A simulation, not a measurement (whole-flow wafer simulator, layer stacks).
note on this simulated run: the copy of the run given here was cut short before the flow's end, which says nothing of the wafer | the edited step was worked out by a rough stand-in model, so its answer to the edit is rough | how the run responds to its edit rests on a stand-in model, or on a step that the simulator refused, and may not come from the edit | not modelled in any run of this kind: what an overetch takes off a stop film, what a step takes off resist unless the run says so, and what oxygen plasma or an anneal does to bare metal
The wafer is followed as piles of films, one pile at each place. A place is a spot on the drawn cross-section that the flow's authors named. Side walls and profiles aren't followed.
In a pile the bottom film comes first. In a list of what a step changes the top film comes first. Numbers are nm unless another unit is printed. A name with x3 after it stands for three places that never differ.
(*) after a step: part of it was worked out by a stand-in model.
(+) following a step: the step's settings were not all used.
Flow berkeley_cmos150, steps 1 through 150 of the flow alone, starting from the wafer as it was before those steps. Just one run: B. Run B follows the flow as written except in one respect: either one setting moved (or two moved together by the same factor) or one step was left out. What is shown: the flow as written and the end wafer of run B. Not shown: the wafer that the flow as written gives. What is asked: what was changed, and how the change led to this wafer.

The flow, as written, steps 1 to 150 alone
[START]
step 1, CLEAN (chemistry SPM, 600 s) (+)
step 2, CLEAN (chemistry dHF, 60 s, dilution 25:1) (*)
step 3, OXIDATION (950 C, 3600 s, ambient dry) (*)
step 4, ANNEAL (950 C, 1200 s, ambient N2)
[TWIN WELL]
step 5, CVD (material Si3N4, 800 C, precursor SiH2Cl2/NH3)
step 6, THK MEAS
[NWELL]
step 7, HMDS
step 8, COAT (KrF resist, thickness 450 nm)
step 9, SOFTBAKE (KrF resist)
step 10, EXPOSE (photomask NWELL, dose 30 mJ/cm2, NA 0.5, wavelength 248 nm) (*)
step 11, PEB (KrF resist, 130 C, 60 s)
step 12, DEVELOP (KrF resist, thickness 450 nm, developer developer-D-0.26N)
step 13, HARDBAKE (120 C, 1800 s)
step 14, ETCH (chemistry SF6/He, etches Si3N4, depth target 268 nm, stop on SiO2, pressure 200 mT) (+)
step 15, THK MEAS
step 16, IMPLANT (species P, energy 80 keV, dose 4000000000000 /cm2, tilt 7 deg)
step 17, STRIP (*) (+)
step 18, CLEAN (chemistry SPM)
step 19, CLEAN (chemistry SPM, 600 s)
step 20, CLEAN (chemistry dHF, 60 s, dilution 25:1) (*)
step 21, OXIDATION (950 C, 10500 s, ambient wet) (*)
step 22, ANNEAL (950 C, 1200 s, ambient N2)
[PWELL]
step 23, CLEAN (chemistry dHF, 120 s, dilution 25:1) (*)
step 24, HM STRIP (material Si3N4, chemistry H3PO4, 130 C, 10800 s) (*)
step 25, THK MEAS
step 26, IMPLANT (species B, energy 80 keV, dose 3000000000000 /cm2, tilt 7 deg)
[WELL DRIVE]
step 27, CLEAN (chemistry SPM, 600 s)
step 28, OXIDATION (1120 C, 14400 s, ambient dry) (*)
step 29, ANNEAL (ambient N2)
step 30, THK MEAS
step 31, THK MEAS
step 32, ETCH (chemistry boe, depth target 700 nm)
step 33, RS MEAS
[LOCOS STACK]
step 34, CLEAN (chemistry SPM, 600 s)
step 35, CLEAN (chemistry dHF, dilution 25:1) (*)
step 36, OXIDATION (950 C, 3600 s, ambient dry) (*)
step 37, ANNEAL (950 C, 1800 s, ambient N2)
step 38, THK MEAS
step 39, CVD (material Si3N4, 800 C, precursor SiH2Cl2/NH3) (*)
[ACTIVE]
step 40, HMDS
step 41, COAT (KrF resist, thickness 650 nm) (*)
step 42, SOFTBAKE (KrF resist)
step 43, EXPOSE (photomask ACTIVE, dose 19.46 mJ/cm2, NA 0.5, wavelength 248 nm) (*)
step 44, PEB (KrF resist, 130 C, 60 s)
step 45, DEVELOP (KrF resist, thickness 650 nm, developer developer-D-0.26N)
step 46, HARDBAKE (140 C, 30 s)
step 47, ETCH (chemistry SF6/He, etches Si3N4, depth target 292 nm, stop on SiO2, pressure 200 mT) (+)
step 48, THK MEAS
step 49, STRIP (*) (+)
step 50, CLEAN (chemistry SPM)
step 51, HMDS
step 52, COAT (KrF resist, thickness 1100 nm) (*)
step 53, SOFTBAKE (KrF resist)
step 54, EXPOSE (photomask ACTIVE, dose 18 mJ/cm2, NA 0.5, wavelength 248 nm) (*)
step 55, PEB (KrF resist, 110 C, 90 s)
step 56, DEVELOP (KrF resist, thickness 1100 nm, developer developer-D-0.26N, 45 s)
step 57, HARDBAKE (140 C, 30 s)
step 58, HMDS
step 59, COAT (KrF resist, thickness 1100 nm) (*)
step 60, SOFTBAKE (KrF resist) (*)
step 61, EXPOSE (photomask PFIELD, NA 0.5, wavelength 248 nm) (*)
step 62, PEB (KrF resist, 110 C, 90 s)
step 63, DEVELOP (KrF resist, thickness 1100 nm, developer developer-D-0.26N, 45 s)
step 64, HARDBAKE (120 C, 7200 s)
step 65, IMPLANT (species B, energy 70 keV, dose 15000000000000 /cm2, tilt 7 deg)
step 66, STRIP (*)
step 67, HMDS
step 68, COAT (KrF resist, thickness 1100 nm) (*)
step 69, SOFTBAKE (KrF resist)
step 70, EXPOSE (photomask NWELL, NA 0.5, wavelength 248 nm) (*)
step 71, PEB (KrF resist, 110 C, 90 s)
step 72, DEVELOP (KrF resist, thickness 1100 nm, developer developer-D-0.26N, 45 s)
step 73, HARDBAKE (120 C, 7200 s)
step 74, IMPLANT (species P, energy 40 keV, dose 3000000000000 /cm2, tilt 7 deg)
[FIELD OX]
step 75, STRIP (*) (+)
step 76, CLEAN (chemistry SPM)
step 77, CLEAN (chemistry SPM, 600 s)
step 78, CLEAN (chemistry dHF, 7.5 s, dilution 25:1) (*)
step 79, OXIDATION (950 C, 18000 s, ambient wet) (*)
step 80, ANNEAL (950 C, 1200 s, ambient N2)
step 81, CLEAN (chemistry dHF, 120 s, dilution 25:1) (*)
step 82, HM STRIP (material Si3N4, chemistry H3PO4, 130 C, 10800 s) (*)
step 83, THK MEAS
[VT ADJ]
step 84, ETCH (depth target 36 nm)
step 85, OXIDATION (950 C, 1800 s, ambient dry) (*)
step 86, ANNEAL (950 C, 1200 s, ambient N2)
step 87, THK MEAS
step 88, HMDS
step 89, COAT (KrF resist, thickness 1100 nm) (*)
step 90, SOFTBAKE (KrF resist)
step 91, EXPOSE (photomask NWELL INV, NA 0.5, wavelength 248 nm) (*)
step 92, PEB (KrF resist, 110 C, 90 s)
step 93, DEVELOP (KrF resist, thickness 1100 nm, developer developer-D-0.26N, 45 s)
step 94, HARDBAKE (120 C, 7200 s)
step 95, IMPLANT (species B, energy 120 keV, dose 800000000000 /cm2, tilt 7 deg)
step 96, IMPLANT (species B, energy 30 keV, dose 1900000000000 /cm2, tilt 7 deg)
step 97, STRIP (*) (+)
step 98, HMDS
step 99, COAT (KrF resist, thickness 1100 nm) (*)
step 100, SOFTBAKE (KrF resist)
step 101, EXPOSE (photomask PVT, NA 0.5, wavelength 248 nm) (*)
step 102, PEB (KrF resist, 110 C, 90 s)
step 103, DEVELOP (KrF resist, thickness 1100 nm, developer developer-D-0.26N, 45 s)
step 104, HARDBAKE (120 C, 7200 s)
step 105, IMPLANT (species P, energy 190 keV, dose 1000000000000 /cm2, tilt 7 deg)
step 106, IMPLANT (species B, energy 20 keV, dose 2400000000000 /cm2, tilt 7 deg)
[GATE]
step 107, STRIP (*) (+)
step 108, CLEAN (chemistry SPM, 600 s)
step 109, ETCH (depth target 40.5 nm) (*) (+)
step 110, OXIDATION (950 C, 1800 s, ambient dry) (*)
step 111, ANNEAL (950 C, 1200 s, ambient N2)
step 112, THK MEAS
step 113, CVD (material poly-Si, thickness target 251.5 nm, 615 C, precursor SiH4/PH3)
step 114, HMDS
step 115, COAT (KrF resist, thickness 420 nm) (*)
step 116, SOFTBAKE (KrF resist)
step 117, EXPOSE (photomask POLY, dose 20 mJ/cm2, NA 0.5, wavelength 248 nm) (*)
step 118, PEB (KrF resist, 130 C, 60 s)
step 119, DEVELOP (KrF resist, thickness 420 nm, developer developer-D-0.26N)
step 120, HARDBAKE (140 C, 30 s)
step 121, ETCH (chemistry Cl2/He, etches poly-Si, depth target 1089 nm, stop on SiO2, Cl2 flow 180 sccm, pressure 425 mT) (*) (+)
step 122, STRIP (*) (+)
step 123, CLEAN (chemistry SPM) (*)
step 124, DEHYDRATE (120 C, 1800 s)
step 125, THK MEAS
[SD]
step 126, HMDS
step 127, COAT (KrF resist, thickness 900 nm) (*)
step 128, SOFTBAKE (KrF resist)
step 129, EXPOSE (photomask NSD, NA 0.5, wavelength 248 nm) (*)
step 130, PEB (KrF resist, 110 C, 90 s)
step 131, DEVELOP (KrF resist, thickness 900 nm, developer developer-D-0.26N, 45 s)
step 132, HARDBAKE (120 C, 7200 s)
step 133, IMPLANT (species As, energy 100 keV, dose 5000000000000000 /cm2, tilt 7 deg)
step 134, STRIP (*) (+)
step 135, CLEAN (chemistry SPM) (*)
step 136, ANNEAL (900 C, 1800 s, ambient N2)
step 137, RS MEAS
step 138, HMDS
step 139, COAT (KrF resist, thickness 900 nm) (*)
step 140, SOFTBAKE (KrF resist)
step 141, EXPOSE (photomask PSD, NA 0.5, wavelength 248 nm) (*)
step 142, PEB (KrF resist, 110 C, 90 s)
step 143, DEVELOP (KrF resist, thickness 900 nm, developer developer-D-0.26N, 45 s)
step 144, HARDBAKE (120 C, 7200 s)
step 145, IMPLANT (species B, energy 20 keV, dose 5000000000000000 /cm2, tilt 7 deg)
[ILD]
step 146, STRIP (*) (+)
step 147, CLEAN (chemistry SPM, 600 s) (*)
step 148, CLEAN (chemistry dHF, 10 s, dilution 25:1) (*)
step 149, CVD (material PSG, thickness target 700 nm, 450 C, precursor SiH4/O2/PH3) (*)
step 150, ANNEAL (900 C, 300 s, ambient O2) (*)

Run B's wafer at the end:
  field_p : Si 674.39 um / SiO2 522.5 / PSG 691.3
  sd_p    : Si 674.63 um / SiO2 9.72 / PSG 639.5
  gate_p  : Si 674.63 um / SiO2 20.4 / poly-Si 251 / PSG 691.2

What caused this: step 21, OXIDATION: 998 C was run, whereas the flow has 950 C.

Step by step, how the change led to this:
  step 21, OXIDATION (950 C, 10500 s, ambient wet) (*)
      field, sd_n, gate_n, contact, m1: +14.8 SiO2 (new film), -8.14 Si3N4 (as written it would have been: +7.45 SiO2 (new film), -4.11 Si3N4)
      field_p, sd_p, gate_p: +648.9 SiO2, -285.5 Si (as written it would have been: +461.2 SiO2, -202.9 Si)
  step 23, CLEAN (chemistry dHF, 120 s, dilution 25:1) (*)
      field, sd_n, gate_n, contact, m1: -14.8 SiO2 (all of it), -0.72 Si3N4 (as written it would have been: -7.45 SiO2 (all of it), -1.36 Si3N4)
  step 24, HM STRIP (material Si3N4, chemistry H3PO4, 130 C, 10800 s) (*)
      field, sd_n, gate_n, contact, m1: -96 Si3N4 (all of it), -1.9 SiO2 (as written it would have been: -99.4 Si3N4 (all of it), -1.87 SiO2)
  step 28, OXIDATION (1120 C, 14400 s, ambient dry) (*)
      field_p, sd_p, gate_p: +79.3 SiO2, -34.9 Si (as written it would have been: +103.6 SiO2, -45.6 Si)
  step 32, ETCH (chemistry boe, depth target 700 nm)
      field_p, sd_p, gate_p: -700 SiO2 (as written it would have been: -555.5 SiO2 (all of it))
  step 34, CLEAN (chemistry SPM, 600 s)
      field_p, sd_p, gate_p: nothing (as written it would have been: +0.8 chemical SiO2 (new film), -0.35 Si)
  step 35, CLEAN (chemistry dHF, dilution 25:1) (*)
      field_p, sd_p, gate_p: -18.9 SiO2 (all of it) (as written it would have been: -0.8 chemical SiO2 (all of it))
  step 41, COAT (KrF resist, thickness 650 nm) (*)
      field_p: +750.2 KrF resist (new film) (as written it would have been: +715.2 KrF resist (new film))
      sd_p: +717 KrF resist (new film) (as written it would have been: +694.3 KrF resist (new film))
      (and at 1 other place as well)
  step 45, DEVELOP (KrF resist, thickness 650 nm, developer developer-D-0.26N)
      field_p: -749 KrF resist (all of it) (as written it would have been: -714.1 KrF resist (all of it))
  step 46, HARDBAKE (140 C, 30 s)
      sd_p: -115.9 KrF resist (as written it would have been: -112.2 KrF resist)
      gate_p: -114.8 KrF resist (as written it would have been: -111.5 KrF resist)
  step 49, STRIP (*) (+)
      sd_p: -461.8 KrF resist (all of it) (as written it would have been: -442.9 KrF resist (all of it))
      gate_p: -456.2 KrF resist (all of it) (as written it would have been: -439.2 KrF resist (all of it))
  step 52, COAT (KrF resist, thickness 1100 nm) (*)
      field_p: +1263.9 KrF resist (new film) (as written it would have been: +1219.5 KrF resist (new film))
      sd_p: +1147.3 KrF resist (new film) (as written it would have been: +1111.6 KrF resist (new film))
      (and at 1 other place as well)
  step 56, DEVELOP (KrF resist, thickness 1100 nm, developer developer-D-0.26N, 45 s)
      field_p: -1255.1 KrF resist (all of it) (as written it would have been: -1211 KrF resist (all of it))
  step 57, HARDBAKE (140 C, 30 s)
      sd_p: -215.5 KrF resist (as written it would have been: -208.8 KrF resist)
      gate_p: -216 KrF resist (as written it would have been: -209.5 KrF resist)
  step 59, COAT (KrF resist, thickness 1100 nm) (*)
      field_p: +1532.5 KrF resist (new film) (as written it would have been: +1484.3 KrF resist (new film))
      sd_p: +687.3 KrF resist (as written it would have been: +671.5 KrF resist)
      (and at 1 other place as well)
  step 64, HARDBAKE (120 C, 7200 s)
      field_p: -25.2 KrF resist (as written it would have been: -24.4 KrF resist)
  ... 20 further steps ...
  step 146, STRIP (*) (+)
      field_p: -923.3 KrF resist (all of it) (as written it would have been: -882.7 KrF resist (all of it))
